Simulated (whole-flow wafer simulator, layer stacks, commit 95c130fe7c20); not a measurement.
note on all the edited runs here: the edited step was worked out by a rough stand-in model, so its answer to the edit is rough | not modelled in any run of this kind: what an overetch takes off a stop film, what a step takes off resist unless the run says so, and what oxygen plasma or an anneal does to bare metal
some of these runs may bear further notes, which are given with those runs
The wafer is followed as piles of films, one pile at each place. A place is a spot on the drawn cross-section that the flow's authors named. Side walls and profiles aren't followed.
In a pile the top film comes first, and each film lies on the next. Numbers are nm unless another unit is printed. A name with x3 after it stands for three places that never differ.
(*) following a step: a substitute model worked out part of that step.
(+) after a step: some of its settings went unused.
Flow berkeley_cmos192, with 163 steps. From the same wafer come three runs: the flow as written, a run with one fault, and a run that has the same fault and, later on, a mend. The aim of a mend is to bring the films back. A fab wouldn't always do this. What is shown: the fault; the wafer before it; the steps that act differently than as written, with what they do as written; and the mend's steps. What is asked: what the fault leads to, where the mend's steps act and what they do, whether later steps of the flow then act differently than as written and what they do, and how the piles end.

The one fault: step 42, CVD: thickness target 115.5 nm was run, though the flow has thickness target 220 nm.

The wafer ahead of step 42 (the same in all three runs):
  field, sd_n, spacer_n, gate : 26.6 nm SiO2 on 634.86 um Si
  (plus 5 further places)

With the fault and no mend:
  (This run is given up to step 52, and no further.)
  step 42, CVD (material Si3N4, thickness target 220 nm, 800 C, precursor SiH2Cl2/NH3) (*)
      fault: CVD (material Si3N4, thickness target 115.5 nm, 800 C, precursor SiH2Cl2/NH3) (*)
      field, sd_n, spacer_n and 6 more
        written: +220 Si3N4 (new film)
        fault: +115.5 Si3N4 (new film)
  Later steps of the flow acting differently than as written:
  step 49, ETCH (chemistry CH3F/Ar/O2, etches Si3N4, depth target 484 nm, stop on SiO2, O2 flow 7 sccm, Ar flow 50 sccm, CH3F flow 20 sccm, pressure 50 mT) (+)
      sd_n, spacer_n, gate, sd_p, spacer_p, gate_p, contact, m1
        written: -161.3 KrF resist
        fault: -91.7 KrF resist
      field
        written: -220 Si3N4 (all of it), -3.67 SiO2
        fault: -115.5 Si3N4 (all of it), -3.67 SiO2
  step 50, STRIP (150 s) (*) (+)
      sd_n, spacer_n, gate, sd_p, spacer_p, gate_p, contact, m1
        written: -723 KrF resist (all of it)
        fault: -792.7 KrF resist (all of it)
  After step 52, at sd_n, spacer_n, gate, sd_p, spacer_p, gate_p, contact, m1, the piles differ from the flow's by more than 2% or 0.5 nm, whichever is larger.
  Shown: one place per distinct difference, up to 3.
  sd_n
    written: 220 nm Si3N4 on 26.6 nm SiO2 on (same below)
    fault: 115.5 nm Si3N4 on 26.6 nm SiO2 on (same below)

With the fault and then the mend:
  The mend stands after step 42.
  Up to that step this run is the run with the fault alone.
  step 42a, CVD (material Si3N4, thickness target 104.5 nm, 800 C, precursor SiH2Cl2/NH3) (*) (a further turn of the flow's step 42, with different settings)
      field, sd_n, spacer_n and 6 more
        +104.5 Si3N4
  Every later step of the flow that is run acts as written at every place that is followed.
  At every place that both follow, the piles at the end match the flow's.
